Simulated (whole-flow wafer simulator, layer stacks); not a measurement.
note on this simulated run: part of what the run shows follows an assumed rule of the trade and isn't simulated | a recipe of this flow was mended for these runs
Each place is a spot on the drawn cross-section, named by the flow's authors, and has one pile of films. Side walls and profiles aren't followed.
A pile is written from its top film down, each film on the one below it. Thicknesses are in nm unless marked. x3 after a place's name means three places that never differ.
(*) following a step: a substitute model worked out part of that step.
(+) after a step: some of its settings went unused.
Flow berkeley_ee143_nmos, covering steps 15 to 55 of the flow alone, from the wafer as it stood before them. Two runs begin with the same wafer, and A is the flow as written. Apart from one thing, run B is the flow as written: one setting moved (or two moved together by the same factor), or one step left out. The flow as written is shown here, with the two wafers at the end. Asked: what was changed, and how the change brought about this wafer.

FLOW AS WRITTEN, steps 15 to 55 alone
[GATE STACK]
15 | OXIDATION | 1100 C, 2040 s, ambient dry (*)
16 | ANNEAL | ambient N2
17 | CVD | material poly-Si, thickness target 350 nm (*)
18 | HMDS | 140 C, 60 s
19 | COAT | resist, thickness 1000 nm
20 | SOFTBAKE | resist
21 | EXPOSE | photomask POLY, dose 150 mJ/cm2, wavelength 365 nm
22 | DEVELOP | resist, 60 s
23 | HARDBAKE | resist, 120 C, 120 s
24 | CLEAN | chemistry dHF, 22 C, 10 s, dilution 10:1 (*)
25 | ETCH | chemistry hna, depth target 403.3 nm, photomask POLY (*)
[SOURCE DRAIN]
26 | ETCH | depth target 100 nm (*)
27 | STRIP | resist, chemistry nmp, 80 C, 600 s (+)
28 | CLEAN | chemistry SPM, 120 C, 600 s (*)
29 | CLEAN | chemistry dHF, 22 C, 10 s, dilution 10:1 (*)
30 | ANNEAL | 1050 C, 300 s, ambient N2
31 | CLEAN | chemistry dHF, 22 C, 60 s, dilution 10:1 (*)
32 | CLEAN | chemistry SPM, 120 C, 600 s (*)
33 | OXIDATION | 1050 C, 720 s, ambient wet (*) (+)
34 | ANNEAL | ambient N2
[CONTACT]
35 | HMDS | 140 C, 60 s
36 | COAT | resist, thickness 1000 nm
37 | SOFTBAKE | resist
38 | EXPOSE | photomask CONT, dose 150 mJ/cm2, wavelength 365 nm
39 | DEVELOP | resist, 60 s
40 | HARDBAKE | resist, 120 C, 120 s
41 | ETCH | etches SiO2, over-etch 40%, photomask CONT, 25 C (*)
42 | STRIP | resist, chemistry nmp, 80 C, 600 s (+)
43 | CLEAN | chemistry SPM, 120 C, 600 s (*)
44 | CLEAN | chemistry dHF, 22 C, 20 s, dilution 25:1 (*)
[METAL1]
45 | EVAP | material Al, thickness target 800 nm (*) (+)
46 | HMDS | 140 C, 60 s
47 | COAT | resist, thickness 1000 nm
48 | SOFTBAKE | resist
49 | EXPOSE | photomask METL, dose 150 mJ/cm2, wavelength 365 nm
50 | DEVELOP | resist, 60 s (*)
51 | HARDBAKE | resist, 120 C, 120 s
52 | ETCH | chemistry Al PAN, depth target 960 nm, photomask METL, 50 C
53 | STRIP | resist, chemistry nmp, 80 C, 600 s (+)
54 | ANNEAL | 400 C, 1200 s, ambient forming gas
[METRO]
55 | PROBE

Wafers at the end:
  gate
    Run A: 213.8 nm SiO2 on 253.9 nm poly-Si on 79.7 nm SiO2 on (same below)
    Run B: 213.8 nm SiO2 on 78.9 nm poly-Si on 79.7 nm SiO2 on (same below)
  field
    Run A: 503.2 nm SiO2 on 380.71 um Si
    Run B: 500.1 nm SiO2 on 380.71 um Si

The reason: step 17, CVD: thickness target 175 nm was run, whereas the flow has thickness target 350 nm.

The path from the change to this, step by step:
  17 | CVD | material poly-Si, thickness target 350 nm (*)
      gate, sd, contact, field: A +350 poly-Si (new film) | B +175 poly-Si (new film)
  19 | COAT | resist, thickness 1000 nm
      field: A +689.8 resist (new film) | B +665.8 resist (new film)
  22 | DEVELOP | resist, 60 s
      field: A -689.8 resist (all of it) | B -665.8 resist (all of it)
  25 | ETCH | chemistry hna, depth target 403.3 nm, photomask POLY (*)
      sd, contact, field: A -350 poly-Si (all of it), -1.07 SiO2 | B -175 poly-Si (all of it), -4.57 SiO2
  26 | ETCH | depth target 100 nm (*)
      sd, contact: A -78.6 SiO2 (all of it) | B -75.1 SiO2 (all of it)
  36 | COAT | resist, thickness 1000 nm
      gate: A +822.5 resist (new film) | B +915 resist (new film)
      sd: A +1160.4 resist (new film) | B +1114.5 resist (new film)
      (as well as at 2 more places)
  39 | DEVELOP | resist, 60 s
      contact: A -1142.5 resist (all of it) | B -1109.8 resist (all of it)
  40 | HARDBAKE | resist, 120 C, 120 s
      gate: A -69 resist | B -77.2 resist
      sd: A -99.3 resist | B -95.1 resist
      (as well as at 1 more place)
  42 | STRIP | resist, chemistry nmp, 80 C, 600 s (+)
      gate: A -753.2 resist (all of it) | B -837.4 resist (all of it)
      sd: A -1060.7 resist (all of it) | B -1018.9 resist (all of it)
      (as well as at 1 more place)
  47 | COAT | resist, thickness 1000 nm
      gate: A +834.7 resist (new film) | B +922.8 resist (new film)
      sd: A +1161.3 resist (new film) | B +1111.1 resist (new film)
      (as well as at 2 more places)
  50 | DEVELOP | resist, 60 s (*)
      gate: A -834.7 resist (all of it), -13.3 Al | B -922.8 resist (all of it), -13.3 Al
      sd: A -1161.3 resist (all of it), -13.3 Al | B -1111.1 resist (all of it), -13.3 Al
      (as well as at 1 more place)
  51 | HARDBAKE | resist, 120 C, 120 s
      contact: A -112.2 resist | B -108.8 resist
  53 | STRIP | resist, chemistry nmp, 80 C, 600 s (+)
      contact: A -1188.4 resist (all of it) | B -1155.2 resist (all of it)
